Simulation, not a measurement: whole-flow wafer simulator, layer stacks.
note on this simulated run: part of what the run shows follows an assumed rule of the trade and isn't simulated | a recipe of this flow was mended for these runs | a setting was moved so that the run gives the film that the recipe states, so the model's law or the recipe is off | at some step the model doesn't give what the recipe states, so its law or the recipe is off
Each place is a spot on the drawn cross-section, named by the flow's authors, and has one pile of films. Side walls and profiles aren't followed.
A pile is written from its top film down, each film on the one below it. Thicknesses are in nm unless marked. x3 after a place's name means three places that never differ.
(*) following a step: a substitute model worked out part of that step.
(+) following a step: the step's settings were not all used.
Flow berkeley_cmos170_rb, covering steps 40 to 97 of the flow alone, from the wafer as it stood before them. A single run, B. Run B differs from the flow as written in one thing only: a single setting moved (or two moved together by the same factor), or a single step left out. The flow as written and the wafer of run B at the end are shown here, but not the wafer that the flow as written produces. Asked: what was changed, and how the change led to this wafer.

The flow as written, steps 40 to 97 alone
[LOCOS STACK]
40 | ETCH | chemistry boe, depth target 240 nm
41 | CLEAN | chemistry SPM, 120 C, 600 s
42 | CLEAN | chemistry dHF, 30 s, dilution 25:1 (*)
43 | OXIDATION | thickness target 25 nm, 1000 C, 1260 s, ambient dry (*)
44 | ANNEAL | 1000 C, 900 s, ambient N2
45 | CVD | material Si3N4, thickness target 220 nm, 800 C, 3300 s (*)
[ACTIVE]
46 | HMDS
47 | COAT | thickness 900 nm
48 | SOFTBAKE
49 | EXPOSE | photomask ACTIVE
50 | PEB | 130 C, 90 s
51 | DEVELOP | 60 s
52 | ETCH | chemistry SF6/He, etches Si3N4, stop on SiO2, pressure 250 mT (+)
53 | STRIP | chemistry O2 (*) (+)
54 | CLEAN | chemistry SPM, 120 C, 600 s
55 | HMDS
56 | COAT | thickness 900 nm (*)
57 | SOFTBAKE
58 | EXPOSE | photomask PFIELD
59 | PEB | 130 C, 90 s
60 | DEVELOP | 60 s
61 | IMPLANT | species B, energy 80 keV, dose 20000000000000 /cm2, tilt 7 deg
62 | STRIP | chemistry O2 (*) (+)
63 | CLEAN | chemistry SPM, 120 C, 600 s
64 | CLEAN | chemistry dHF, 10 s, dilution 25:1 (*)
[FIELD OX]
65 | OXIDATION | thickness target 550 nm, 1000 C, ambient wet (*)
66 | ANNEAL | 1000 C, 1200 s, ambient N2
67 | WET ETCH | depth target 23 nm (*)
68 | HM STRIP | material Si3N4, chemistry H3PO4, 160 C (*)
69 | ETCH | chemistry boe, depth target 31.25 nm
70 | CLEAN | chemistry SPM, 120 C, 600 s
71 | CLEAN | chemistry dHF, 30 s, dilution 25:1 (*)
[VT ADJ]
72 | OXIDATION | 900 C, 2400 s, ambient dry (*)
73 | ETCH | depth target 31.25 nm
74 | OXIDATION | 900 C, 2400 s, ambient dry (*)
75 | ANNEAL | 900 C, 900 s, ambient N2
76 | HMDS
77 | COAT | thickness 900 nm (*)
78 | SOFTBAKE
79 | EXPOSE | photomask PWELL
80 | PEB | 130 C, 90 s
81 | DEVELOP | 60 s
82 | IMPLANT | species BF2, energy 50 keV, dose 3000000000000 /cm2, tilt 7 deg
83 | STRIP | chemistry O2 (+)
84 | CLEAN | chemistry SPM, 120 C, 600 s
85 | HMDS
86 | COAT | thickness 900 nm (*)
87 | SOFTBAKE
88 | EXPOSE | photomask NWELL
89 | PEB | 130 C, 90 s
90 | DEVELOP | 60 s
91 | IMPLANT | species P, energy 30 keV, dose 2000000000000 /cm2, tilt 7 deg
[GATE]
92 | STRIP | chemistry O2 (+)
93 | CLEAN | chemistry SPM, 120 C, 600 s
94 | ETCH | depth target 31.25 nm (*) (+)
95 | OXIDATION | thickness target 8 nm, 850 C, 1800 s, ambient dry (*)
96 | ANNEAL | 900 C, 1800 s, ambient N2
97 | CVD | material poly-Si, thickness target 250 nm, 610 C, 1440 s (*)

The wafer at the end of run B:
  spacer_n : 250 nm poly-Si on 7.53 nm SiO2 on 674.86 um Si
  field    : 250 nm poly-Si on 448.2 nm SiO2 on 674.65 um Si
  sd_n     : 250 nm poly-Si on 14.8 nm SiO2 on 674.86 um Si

The reason: step 40, ETCH: depth target 132 nm was run, while the flow as written has depth target 240 nm.

Step by step, how the change led to this:
  40 | ETCH | chemistry boe, depth target 240 nm
      field, sd_n, spacer_n and 6 more: -132 SiO2 (as written it would have been: -197.6 SiO2 (all of it))
  41 | CLEAN | chemistry SPM, 120 C, 600 s
      field, sd_n, spacer_n and 6 more: nothing (as written it would have been: +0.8 chemical SiO2 (new film), -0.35 Si)
  42 | CLEAN | chemistry dHF, 30 s, dilution 25:1 (*)
      field, sd_n, spacer_n and 6 more: -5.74 SiO2 (as written it would have been: -0.8 chemical SiO2 (all of it))
  43 | OXIDATION | thickness target 25 nm, 1000 C, 1260 s, ambient dry (*)
      field, sd_n, spacer_n and 6 more: +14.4 SiO2, -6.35 Si (as written it would have been: +26.6 SiO2 (new film), -11.7 Si)
  65 | OXIDATION | thickness target 550 nm, 1000 C, ambient wet (*)
      spacer_n, spacer_p, gate_p, contact, m1: +12.1 SiO2 (new film), -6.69 Si3N4, +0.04 SiO2 (as written it would have been: +12.1 SiO2 (new film), -6.69 Si3N4)
      gate: +12.1 SiO2 (new film), -6.69 Si3N4, +0.04 SiO2 (as written it would have been: +12.1 SiO2 (new film), -6.69 Si3N4, +0.05 SiO2, -0.05 Si)
      (also at 3 further places)
  69 | ETCH | chemistry boe, depth target 31.25 nm
      spacer_n, spacer_p, gate_p, contact, m1: -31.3 SiO2 (as written it would have been: -23.2 SiO2 (all of it))
      sd_n: -31.3 SiO2 (as written it would have been: -24.8 SiO2 (all of it))
      (also at 2 further places)
  70 | CLEAN | chemistry SPM, 120 C, 600 s
      sd_n, spacer_n, gate, sd_p, spacer_p, gate_p, contact, m1: nothing (as written it would have been: +0.8 chemical SiO2 (new film), -0.35 Si)
  71 | CLEAN | chemistry dHF, 30 s, dilution 25:1 (*)
      sd_n, spacer_n, gate, sd_p, spacer_p, gate_p, contact, m1: -5.74 SiO2 (as written it would have been: -0.8 chemical SiO2 (all of it))
  72 | OXIDATION | 900 C, 2400 s, ambient dry (*)
      spacer_n, gate, spacer_p, gate_p, contact, m1: +9.24 SiO2, -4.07 Si (as written it would have been: +15 SiO2 (new film), -6.62 Si)
      sd_n: +7.84 SiO2, -3.45 Si (as written it would have been: +15 SiO2 (new film), -6.62 Si)
      (also at 1 further place)
  73 | ETCH | depth target 31.25 nm
      sd_n, spacer_n, gate, sd_p, spacer_p, gate_p, contact, m1: -31.2 SiO2 (as written it would have been: -15 SiO2 (all of it))
  74 | OXIDATION | 900 C, 2400 s, ambient dry (*)
      spacer_n, gate, spacer_p, gate_p, contact, m1: +9.49 SiO2, -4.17 Si (as written it would have been: +15 SiO2 (new film), -6.62 Si)
      sd_n: +7.73 SiO2, -3.4 Si (as written it would have been: +15 SiO2 (new film), -6.62 Si)
      (also at 1 further place)
  94 | ETCH | depth target 31.25 nm (*) (+)
      sd_n: -31.3 SiO2 (as written it would have been: -15 SiO2 (all of it))
      spacer_n, gate, spacer_p, gate_p, contact, m1: -21.6 SiO2 (all of it) (as written it would have been: -15 SiO2 (all of it))
      (also at 1 further place)
  95 | OXIDATION | thickness target 8 nm, 850 C, 1800 s, ambient dry (*)
      sd_n: +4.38 SiO2, -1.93 Si (as written it would have been: +7.53 SiO2 (new film), -3.31 Si)
